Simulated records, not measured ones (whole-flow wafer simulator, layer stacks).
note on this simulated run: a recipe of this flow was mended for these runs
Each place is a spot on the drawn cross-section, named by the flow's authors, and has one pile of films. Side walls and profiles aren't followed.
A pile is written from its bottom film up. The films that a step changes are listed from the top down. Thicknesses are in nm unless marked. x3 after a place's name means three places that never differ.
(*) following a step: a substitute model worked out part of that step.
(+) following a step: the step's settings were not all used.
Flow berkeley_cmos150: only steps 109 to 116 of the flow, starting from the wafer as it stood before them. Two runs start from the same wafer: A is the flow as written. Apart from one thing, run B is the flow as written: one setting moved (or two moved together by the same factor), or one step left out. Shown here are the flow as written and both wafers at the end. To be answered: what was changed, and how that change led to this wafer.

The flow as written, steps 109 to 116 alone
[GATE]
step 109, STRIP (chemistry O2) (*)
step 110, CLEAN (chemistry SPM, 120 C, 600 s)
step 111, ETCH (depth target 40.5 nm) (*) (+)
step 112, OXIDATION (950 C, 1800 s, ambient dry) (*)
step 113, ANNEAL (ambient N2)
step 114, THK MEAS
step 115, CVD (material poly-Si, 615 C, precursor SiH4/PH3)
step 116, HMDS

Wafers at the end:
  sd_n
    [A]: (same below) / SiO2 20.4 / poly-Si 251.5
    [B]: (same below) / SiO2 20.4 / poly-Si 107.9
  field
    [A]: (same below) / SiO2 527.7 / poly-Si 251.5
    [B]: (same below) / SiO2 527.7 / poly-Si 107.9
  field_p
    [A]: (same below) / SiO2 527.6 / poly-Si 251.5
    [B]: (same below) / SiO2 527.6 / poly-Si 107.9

What caused this: step 115, CVD: 580 C was run, while the flow as written has 615 C.

The path from the change to this, step by step:
  step 115, CVD (material poly-Si, 615 C, precursor SiH4/PH3)
      field, field_p, sd_n, gate_n, sd_p x2, contact, m1: A +251.5 poly-Si (new film) | B +107.9 poly-Si (new film)
